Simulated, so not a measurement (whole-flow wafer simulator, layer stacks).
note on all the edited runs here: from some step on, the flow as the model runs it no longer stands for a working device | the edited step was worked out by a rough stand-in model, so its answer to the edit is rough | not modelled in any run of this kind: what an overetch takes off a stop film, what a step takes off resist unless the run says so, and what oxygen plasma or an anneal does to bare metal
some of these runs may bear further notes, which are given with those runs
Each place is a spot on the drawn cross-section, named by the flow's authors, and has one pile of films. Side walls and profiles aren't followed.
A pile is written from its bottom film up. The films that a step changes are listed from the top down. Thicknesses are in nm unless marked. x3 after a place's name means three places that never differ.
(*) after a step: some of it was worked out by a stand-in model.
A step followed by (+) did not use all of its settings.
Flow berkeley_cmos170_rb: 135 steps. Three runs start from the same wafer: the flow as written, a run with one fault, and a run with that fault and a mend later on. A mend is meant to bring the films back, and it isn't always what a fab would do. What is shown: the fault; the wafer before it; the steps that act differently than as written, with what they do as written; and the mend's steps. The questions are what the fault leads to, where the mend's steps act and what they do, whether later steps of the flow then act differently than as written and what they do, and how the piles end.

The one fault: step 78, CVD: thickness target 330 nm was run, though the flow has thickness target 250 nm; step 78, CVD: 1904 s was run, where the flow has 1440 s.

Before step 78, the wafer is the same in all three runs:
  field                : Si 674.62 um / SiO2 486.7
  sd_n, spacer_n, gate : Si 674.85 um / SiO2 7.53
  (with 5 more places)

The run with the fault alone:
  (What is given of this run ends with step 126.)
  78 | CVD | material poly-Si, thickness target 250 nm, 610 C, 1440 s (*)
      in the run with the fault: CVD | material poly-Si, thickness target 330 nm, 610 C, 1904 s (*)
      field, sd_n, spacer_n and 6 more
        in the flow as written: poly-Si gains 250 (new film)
        in the run with the fault: poly-Si gains 330 (new film)
  Steps later in the flow that act otherwise than as written (not shown: 5 more steps that differ only slightly, by at most 2% or 0.5 nm, whichever is larger):
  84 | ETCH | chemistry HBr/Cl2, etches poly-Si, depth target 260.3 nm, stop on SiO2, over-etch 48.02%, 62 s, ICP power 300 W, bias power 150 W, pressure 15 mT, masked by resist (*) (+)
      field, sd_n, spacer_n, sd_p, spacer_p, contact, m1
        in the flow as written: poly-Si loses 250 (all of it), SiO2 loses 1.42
        in the run with the fault: poly-Si loses 330 (all of it), SiO2 loses 0.28
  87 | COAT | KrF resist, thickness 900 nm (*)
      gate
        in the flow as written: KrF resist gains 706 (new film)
        in the run with the fault: KrF resist gains 645.9 (new film)
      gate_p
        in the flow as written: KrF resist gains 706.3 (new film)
        in the run with the fault: KrF resist gains 646.7 (new film)
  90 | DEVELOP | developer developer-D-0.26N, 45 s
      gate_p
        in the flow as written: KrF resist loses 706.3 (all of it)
        in the run with the fault: KrF resist loses 646.7 (all of it)
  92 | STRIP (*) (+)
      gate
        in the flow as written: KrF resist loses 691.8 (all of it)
        in the run with the fault: KrF resist loses 631.7 (all of it)
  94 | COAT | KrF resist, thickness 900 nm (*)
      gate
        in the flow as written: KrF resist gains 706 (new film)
        in the run with the fault: KrF resist gains 645.9 (new film)
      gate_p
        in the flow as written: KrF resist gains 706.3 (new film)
        in the run with the fault: KrF resist gains 646.7 (new film)
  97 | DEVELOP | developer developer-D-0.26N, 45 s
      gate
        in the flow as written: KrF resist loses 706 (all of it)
        in the run with the fault: KrF resist loses 645.9 (all of it)
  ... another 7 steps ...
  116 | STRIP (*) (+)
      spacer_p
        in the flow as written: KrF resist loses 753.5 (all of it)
        in the run with the fault: KrF resist loses 697.3 (all of it)
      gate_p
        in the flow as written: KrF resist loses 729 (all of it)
        in the run with the fault: KrF resist loses 674.3 (all of it)
  After step 126, at spacer_n, gate, spacer_p, gate_p, the piles differ from the flow's by more than 2% or 0.5 nm, whichever is larger.
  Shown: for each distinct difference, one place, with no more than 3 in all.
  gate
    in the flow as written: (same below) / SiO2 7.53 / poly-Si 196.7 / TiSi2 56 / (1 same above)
    in the run with the fault: (same below) / SiO2 7.53 / poly-Si 276.7 / TiSi2 56 / (1 same above)
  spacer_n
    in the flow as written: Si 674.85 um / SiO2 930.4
    in the run with the fault: Si 674.85 um / SiO2 1010.4
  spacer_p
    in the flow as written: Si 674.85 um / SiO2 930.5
    in the run with the fault: Si 674.85 um / SiO2 1010.5

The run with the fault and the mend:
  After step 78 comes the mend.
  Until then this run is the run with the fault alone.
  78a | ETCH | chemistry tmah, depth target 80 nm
      field, sd_n, spacer_n and 6 more
        poly-Si loses 80
  Every later step of the flow that is run acts as written at every place that is followed.
  At every place that both follow, the piles at the end match the flow's.
